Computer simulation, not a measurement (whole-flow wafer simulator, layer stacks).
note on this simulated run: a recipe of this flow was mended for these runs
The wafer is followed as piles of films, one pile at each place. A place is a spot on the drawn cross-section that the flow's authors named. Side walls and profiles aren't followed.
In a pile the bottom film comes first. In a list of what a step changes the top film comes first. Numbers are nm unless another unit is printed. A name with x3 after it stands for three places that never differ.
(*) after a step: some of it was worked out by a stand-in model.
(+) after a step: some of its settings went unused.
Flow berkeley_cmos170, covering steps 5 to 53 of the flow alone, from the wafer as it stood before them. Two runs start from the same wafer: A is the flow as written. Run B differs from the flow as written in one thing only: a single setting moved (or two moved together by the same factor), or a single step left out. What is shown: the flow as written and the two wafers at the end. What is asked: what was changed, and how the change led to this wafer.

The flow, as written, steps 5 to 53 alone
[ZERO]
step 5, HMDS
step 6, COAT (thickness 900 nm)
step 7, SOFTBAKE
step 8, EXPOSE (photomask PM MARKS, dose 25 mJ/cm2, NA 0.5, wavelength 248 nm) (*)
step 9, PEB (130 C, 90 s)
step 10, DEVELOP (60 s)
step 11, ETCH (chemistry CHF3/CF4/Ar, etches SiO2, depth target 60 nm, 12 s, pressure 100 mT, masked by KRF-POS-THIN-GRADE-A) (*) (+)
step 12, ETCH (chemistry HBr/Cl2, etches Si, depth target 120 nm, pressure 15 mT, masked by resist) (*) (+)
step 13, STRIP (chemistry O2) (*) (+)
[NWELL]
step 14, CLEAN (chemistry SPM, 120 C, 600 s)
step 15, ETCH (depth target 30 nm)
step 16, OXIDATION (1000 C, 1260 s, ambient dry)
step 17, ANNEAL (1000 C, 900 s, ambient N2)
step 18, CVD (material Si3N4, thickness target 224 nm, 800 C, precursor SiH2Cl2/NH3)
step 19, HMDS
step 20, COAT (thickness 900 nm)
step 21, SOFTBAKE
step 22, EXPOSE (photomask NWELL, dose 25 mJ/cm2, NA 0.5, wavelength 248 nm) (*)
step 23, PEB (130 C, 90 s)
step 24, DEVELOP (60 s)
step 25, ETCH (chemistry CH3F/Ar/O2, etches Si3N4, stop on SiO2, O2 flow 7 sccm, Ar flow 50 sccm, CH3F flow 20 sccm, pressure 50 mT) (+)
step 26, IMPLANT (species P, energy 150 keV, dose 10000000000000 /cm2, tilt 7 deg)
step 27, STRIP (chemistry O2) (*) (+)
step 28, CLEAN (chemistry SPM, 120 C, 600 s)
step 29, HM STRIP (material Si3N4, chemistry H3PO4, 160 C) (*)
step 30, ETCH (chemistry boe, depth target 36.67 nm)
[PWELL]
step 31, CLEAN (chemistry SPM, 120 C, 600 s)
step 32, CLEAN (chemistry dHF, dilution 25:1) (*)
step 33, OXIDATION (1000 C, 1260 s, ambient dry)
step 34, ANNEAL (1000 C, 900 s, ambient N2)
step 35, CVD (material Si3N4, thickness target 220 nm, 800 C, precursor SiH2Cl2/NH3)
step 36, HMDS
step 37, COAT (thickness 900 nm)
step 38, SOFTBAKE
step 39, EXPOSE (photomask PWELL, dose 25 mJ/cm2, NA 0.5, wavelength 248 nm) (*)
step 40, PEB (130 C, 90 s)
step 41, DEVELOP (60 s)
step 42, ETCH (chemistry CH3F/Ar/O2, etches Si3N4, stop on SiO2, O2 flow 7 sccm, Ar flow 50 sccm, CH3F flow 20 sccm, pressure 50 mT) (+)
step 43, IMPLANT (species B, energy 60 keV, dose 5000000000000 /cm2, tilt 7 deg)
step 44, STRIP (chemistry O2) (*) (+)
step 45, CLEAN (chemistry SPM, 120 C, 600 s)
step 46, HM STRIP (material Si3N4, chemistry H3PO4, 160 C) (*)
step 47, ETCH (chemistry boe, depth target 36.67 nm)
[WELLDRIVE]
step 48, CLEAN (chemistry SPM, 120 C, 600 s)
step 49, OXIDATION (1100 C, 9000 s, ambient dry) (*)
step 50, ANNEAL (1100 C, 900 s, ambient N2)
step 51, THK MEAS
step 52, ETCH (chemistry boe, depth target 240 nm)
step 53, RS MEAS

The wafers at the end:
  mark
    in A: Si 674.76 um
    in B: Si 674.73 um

What caused this: step 12, ETCH: depth target 149 nm was run, though the flow has depth target 120 nm.

How this came from the change, step by step:
  step 12, ETCH (chemistry HBr/Cl2, etches Si, depth target 120 nm, pressure 15 mT, masked by resist) (*) (+)
      field x9, sd_p x3: A -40 KrF-resist | B -49.7 KrF-resist
      mark: A -120 Si | B -149 Si
